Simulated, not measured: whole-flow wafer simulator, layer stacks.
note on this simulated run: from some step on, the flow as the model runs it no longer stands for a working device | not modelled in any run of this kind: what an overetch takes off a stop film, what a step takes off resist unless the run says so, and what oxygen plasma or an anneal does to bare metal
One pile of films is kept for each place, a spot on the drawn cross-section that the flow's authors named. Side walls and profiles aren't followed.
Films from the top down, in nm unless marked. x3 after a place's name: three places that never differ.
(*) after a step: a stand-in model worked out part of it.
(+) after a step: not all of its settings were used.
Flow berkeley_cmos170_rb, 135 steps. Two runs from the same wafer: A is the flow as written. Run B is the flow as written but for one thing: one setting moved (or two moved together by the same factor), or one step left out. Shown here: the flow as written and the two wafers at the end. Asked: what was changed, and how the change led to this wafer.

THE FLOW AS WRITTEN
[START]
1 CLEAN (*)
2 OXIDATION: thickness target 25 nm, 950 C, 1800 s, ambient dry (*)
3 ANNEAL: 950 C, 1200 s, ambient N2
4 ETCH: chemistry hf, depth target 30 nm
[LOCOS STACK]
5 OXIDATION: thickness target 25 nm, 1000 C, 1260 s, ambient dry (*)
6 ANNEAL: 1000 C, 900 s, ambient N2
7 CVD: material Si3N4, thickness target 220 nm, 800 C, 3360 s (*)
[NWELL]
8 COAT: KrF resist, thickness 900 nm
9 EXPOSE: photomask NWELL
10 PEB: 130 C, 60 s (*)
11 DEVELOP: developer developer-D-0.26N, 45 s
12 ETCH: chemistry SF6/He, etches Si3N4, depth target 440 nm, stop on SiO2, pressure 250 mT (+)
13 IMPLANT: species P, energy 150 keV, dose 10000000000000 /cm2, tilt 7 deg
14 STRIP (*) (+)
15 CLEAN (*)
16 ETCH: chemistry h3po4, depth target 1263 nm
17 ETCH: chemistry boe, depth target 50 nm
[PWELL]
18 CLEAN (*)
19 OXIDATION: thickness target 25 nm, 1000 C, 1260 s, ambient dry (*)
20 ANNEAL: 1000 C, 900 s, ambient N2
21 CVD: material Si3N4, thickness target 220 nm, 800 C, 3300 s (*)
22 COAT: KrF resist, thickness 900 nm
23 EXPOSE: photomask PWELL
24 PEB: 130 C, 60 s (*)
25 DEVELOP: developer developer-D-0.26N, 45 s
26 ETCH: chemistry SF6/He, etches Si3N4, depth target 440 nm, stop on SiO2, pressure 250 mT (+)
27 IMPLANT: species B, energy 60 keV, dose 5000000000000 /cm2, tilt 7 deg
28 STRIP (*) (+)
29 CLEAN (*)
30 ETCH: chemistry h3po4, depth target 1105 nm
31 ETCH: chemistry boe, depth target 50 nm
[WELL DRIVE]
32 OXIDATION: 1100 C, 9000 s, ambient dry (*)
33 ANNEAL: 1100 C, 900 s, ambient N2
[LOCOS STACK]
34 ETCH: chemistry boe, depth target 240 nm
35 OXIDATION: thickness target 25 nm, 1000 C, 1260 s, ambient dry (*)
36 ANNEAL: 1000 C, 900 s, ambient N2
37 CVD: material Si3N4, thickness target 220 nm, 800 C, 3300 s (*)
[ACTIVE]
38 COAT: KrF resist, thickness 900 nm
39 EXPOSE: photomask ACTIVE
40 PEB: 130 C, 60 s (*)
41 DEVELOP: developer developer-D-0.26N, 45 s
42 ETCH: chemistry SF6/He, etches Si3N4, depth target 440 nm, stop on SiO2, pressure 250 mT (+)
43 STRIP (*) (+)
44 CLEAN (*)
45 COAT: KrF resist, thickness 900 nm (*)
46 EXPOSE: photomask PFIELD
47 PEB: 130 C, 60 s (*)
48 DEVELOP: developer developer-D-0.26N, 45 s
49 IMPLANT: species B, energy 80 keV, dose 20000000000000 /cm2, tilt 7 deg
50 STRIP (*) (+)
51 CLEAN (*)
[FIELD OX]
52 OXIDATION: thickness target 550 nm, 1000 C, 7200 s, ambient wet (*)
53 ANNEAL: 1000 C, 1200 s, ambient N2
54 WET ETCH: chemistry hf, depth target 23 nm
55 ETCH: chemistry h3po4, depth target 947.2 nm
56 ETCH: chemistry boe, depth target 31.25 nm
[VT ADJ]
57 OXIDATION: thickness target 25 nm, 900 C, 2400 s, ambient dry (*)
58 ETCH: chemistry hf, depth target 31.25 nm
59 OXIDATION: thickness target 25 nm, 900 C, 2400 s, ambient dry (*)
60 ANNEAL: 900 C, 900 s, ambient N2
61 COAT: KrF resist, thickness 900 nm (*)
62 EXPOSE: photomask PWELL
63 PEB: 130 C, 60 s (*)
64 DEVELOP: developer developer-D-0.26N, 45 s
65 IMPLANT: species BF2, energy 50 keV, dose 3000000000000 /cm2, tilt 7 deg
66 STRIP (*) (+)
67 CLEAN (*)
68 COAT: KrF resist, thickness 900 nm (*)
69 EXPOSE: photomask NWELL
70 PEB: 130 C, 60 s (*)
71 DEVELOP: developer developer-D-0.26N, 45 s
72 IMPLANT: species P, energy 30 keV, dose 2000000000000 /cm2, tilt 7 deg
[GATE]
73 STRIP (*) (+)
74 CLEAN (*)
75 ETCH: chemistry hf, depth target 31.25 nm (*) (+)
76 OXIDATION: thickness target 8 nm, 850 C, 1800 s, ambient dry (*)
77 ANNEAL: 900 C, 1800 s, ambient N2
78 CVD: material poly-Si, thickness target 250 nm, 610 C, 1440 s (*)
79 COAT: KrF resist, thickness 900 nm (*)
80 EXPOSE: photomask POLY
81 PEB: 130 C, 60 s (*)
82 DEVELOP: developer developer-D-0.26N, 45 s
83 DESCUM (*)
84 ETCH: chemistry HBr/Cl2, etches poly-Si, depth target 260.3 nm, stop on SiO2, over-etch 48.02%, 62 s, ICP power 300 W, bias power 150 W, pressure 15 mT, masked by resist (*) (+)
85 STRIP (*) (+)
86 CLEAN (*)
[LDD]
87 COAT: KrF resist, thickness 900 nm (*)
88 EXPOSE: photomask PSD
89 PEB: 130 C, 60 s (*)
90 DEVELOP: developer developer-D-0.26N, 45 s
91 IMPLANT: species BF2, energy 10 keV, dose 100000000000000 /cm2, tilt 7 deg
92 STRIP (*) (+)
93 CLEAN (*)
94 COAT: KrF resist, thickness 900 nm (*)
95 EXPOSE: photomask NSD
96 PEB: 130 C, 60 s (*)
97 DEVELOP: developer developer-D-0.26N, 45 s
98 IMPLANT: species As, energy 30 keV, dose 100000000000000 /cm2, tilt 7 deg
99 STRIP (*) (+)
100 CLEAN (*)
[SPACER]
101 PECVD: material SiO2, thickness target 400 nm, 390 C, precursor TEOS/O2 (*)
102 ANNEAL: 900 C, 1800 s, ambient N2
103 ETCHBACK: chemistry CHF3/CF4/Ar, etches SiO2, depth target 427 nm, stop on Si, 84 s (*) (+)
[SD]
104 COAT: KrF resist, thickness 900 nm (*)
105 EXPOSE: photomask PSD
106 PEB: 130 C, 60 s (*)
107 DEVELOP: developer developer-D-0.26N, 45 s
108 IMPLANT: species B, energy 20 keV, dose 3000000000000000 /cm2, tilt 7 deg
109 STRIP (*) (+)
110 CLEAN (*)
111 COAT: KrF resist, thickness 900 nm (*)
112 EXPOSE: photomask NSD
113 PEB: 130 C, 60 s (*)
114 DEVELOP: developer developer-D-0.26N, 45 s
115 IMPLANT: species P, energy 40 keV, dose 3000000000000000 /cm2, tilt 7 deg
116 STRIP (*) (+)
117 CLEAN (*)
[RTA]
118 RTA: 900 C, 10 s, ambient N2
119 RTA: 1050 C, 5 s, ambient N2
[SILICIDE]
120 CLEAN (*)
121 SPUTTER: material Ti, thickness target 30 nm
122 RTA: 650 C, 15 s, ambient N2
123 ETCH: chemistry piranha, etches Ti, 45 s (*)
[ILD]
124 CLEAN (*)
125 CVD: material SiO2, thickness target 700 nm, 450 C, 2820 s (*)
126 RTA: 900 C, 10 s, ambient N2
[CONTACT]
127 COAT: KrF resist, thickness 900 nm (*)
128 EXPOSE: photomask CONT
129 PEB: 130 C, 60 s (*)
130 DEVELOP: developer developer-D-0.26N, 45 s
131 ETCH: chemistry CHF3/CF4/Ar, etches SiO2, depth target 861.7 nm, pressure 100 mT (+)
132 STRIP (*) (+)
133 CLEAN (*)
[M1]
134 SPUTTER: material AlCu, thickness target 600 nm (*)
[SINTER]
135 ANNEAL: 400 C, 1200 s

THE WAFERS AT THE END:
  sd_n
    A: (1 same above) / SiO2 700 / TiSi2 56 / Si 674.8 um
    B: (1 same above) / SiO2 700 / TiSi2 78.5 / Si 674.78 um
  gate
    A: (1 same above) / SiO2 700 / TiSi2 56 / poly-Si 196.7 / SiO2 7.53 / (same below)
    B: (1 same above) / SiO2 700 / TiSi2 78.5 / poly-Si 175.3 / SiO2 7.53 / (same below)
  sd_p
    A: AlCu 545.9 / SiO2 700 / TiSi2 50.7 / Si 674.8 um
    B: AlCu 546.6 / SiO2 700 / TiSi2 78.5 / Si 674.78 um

The cause: step 121, SPUTTER: thickness target 48 nm was run, where the flow has thickness target 30 nm.

How the change led to this, step by step:
  121 SPUTTER: material Ti, thickness target 30 nm
      field, sd_n, spacer_n, gate, spacer_p, gate_p, contact, m1: A Ti +30 (new film) | B Ti +48 (new film)
      sd_p: A Ti +27.1 (new film) | B Ti +43.4 (new film)
  122 RTA: 650 C, 15 s, ambient N2
      sd_n, contact, m1: A Ti -23.4, TiSi first +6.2 (new film), TiSi2 C49 +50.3 (new film), Si -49 | B Ti -32.8, TiSi first +33.4 (new film), TiSi2 C49 +33.6 (new film), Si -52.2
      gate, gate_p: A Ti -23.4, TiSi first +6.2 (new film), TiSi2 C49 +50.3 (new film), poly-Si -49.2 | B Ti -32.8, TiSi first +33.4 (new film), TiSi2 C49 +33.6 (new film), poly-Si -52.4
      (and at 1 more place)
  123 ETCH: chemistry piranha, etches Ti, 45 s (*)
      sd_n, gate, gate_p, contact, m1: A Ti -6.6 (all of it) | B Ti -15.2 (all of it)
      field, spacer_n, spacer_p: A Ti -30 (all of it) | B Ti -48 (all of it)
      (and at 1 more place)
  126 RTA: 900 C, 10 s, ambient N2
      sd_n, contact, m1: A under 1 film: TiSi2 +56 (new film), TiSi first -6.2 (all of it), TiSi2 C49 -50.3 (all of it), Si -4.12 | B under 1 film: TiSi2 +78.5 (new film), TiSi first -33.4 (all of it), TiSi2 C49 -33.6 (all of it), Si -22.2
      gate, gate_p: A under 1 film: TiSi2 +56 (new film), TiSi first -6.2 (all of it), TiSi2 C49 -50.3 (all of it), poly-Si -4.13 | B under 1 film: TiSi2 +78.5 (new film), TiSi first -33.4 (all of it), TiSi2 C49 -33.6 (all of it), poly-Si -22.3
      (and at 1 more place)
